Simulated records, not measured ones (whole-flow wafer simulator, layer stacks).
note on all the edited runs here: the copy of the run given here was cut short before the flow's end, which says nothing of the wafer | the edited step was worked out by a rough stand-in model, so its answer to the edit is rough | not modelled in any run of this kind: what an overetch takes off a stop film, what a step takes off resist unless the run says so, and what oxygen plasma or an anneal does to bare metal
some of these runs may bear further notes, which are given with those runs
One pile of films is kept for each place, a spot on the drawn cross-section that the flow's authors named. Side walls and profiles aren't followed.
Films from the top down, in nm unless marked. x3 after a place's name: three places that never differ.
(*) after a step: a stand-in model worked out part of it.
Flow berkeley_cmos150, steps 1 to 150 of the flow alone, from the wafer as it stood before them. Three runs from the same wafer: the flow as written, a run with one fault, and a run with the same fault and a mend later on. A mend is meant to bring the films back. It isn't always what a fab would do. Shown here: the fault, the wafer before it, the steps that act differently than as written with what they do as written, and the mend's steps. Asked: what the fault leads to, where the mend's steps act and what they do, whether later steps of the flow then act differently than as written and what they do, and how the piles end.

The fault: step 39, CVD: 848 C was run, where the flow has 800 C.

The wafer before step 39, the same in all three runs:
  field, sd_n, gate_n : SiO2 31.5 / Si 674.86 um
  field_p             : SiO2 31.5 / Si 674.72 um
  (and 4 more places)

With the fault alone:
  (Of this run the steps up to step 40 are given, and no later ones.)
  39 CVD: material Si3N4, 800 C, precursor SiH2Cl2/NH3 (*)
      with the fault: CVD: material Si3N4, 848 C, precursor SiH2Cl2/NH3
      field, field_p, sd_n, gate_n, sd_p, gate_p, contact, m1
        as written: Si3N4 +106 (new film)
        with the fault: Si3N4 +152.3 (new film)
  No later step of the flow up to step 40 acts differently than as written at any place that is followed.
  After step 40 the piles differ from the flow's by more than 2% or 0.5 nm, whichever is larger, at field, field_p, sd_n, gate_n, sd_p, gate_p, contact, m1.
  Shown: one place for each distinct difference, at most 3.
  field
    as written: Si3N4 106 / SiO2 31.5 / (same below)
    with the fault: Si3N4 152.3 / SiO2 31.5 / (same below)

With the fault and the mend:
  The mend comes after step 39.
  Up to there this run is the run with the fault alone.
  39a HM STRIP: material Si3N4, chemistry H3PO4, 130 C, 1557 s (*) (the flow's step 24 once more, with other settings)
      field, field_p, sd_n, gate_n, sd_p, gate_p, contact, m1
        Si3N4 -46.3
  No later step of the flow acts differently than as written, at any place that is followed, by more than 2% or 0.5 nm, whichever is larger.
  At the end the piles are the same as the flow's at every place that both follow.
